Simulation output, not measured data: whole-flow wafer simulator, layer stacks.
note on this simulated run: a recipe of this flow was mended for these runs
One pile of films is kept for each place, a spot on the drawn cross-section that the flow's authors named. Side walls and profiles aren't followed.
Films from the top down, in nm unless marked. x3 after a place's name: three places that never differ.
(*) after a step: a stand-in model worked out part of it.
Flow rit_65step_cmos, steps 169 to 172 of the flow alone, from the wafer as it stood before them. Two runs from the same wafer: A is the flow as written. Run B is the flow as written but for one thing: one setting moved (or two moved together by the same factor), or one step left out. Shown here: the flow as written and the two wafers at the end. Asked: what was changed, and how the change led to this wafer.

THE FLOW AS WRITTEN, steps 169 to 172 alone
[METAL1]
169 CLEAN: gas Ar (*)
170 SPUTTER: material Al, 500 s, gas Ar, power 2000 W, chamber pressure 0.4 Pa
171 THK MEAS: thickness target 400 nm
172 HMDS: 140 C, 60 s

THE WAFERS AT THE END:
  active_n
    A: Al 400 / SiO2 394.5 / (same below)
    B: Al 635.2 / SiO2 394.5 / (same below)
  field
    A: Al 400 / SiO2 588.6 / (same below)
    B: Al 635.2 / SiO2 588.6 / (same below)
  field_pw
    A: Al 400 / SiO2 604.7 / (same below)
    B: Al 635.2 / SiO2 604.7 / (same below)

The cause: step 170, SPUTTER: 794 s was run, where the flow has 500 s.

How the change led to this, step by step:
  170 SPUTTER: material Al, 500 s, gas Ar, power 2000 W, chamber pressure 0.4 Pa
      field, field_pw, field_nw and 10 more: A Al +400 (new film) | B Al +635.2 (new film)
      contact: A Al +255.4 (new film) | B Al +382.4 (new film)
